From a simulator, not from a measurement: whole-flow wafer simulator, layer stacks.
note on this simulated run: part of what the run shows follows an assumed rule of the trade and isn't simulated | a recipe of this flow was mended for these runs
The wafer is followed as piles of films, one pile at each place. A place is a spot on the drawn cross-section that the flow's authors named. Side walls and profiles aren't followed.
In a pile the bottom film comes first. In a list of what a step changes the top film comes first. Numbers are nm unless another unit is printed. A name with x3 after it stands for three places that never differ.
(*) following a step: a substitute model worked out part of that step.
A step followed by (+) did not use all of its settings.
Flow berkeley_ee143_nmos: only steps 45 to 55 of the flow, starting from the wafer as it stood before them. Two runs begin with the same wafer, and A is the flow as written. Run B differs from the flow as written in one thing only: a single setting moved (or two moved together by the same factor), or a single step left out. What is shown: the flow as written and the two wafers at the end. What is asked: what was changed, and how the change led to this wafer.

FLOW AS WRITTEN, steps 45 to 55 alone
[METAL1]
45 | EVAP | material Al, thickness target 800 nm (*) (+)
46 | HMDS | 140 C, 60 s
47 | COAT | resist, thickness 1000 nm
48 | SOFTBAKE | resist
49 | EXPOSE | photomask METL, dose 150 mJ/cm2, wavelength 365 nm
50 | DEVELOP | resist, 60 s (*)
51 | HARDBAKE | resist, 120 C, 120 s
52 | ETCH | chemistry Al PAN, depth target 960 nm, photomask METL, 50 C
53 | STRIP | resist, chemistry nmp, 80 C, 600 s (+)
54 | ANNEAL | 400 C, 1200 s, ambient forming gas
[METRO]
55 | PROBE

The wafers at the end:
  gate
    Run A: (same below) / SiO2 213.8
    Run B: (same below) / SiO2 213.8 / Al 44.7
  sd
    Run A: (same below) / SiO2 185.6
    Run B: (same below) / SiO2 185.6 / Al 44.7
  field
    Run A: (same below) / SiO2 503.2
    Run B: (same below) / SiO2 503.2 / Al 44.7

Cause: step 52, ETCH: depth target 742 nm was run, whereas the flow has depth target 960 nm.

Step by step, how the change led to this:
  52 | ETCH | chemistry Al PAN, depth target 960 nm, photomask METL, 50 C
      gate, sd, field: A -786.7 Al (all of it) | B -742 Al
With metal films that touch counted as one body, gate has 1 body; the flow as written gives 0 bodies.
With metal films that touch counted as one body, sd has 1 body; the flow as written gives 0 bodies.
With metal films that touch counted as one body, field has 1 body; the flow as written gives 0 bodies.
